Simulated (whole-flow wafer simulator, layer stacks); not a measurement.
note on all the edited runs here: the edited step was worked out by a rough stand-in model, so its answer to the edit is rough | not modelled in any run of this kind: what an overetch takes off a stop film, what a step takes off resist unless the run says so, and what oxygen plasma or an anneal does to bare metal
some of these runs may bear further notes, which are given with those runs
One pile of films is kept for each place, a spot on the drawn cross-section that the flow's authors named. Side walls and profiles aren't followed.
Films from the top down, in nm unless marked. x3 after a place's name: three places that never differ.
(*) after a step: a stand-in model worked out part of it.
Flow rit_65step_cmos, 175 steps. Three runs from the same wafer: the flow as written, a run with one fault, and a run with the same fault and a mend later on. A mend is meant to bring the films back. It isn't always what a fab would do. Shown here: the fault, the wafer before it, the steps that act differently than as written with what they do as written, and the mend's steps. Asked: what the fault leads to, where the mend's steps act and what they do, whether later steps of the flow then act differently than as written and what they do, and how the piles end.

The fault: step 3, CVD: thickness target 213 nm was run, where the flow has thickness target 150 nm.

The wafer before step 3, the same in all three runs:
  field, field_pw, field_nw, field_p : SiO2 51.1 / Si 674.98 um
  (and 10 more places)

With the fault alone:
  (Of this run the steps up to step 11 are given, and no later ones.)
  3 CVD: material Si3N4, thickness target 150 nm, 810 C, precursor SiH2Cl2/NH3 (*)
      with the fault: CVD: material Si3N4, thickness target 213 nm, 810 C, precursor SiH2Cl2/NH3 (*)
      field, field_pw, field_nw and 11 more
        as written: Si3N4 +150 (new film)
        with the fault: Si3N4 +213 (new film)
  No later step of the flow up to step 11 acts differently than as written at any place that is followed.
  After step 11 the piles differ from the flow's by more than 2% or 0.5 nm, whichever is larger, at field, field_pw, field_nw and 11 more.
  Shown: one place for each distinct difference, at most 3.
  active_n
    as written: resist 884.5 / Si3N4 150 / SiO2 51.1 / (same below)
    with the fault: resist 884.5 / Si3N4 213 / SiO2 51.1 / (same below)
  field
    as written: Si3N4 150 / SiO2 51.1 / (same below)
    with the fault: Si3N4 213 / SiO2 51.1 / (same below)

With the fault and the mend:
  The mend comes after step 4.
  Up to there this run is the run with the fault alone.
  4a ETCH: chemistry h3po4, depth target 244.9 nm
      field, field_pw, field_nw and 11 more
        Si3N4 -213 (all of it)
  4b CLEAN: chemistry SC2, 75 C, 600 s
      changes no film at any place that is followed
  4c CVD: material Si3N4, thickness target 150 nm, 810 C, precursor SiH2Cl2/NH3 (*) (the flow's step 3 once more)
      field, field_pw, field_nw and 11 more
        Si3N4 +150 (new film)
  No later step of the flow acts differently than as written at any place that is followed.
  At the end the piles are the same as the flow's at every place that both follow.
